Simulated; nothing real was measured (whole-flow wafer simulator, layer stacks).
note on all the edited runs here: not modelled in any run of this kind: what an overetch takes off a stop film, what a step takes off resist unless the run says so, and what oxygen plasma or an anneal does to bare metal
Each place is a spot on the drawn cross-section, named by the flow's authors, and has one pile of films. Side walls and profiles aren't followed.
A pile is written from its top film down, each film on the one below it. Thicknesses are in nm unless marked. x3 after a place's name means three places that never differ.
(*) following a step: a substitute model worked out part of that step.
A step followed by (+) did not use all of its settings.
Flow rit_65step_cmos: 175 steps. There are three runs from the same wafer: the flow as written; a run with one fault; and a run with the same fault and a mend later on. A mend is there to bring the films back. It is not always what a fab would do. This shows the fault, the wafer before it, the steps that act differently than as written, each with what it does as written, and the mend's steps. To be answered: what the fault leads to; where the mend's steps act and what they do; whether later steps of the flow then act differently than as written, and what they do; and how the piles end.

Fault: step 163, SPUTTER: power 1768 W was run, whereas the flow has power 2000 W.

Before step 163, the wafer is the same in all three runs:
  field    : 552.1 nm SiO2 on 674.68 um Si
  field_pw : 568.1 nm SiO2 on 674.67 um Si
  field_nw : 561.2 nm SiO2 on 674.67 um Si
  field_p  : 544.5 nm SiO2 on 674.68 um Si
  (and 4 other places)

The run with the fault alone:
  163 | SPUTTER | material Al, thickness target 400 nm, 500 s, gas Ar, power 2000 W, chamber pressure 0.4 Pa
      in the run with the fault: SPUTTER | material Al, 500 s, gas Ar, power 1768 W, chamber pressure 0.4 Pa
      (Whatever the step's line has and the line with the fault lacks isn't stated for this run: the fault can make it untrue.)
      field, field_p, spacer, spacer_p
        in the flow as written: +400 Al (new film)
        in the run with the fault: +353.6 Al (new film)
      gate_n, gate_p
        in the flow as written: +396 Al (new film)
        in the run with the fault: +353.6 Al (new film)
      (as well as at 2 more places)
  Steps further on in the flow that do not act as written (3 other steps are not shown; they differ only slightly, by no more than 2% or 0.5 nm, whichever is larger):
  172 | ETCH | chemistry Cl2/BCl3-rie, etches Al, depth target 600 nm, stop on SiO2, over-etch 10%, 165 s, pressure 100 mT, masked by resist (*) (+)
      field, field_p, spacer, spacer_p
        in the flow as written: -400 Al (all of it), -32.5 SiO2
        in the run with the fault: -353.6 Al (all of it), -38.3 SiO2
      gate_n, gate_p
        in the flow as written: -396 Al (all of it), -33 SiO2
        in the run with the fault: -353.6 Al (all of it), -38.3 SiO2
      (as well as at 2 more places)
  The piles end only slightly different from the flow's at the places that both follow, by no more than 2% or 0.5 nm, whichever is larger.

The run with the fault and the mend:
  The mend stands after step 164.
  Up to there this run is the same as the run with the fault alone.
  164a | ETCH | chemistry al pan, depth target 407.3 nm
      field, field_p, gate_n, gate_p, spacer, spacer_p
        -353.6 Al (all of it)
      field_pw
        -351.9 Al (all of it)
      field_nw
        -352.5 Al (all of it)
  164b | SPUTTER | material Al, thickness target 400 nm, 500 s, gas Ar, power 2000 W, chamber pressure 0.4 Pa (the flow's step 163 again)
      field, field_pw, field_p, spacer, spacer_p
        +400 Al (new film)
      gate_n, gate_p
        +396 Al (new film)
      field_nw
        +397.2 Al (new film)
  Later steps of the flow that are run all act as written at every place that is followed.
  The piles end the same as the flow's at every place that both follow.
